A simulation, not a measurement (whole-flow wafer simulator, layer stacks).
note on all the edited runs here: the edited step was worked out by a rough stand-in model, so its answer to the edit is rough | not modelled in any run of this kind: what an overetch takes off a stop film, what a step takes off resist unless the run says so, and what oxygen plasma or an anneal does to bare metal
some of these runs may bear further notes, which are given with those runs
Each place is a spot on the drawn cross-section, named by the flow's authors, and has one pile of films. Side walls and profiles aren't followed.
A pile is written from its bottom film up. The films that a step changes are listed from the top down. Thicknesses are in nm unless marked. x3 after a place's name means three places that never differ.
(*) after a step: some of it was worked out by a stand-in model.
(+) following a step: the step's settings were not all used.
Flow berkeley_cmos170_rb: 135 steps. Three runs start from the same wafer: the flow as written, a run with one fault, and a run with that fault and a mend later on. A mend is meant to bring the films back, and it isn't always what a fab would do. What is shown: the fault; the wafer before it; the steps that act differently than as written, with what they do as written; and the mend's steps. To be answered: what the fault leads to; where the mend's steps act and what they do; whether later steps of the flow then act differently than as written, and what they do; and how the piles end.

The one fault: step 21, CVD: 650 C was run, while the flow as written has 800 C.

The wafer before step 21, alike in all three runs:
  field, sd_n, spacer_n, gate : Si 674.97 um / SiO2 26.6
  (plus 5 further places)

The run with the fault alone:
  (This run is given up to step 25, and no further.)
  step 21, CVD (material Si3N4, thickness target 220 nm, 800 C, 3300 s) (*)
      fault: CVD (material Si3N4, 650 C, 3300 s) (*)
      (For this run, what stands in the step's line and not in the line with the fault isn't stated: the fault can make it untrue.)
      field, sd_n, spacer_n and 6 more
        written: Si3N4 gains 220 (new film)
        fault: Si3N4 gains 11.1 (new film)
  Every later step of the flow up to step 25 that is run acts as written at every place that is followed.
  After step 25, at field, sd_n, spacer_n and 6 more, the piles differ from the flow's by more than 2% or 0.5 nm, whichever is larger.
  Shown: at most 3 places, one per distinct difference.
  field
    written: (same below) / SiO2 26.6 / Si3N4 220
    fault: (same below) / SiO2 26.6 / Si3N4 11.1
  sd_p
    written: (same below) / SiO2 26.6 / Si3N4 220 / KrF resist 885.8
    fault: (same below) / SiO2 26.6 / Si3N4 11.1 / KrF resist 885.8

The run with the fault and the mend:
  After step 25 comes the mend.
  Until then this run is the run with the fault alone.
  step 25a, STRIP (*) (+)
      sd_p, spacer_p, gate_p, m1
        KrF resist loses 885.8 (all of it)
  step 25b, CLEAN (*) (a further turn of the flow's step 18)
      alters no film at any place that is followed
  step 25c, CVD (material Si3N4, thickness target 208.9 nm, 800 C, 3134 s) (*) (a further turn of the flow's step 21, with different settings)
      field, sd_n, spacer_n and 6 more
        Si3N4 gains 208.9
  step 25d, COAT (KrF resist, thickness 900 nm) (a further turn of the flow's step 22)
      field, sd_n, spacer_n and 6 more
        KrF resist gains 900 (new film)
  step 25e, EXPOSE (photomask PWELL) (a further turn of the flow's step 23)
      alters no film at any place that is followed
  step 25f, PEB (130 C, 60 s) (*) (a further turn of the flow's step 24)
      alters no film at any place that is followed
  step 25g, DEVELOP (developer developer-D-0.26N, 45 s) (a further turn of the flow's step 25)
      field, sd_n, spacer_n, gate, contact
        KrF resist loses 900 (all of it)
      sd_p, spacer_p, gate_p, m1
        KrF resist loses 14.2
  Every later step of the flow that is run acts as written, at every place that is followed, to within 2% or 0.5 nm, whichever is larger.
  By the end, the piles equal the flow's at every place that both follow.
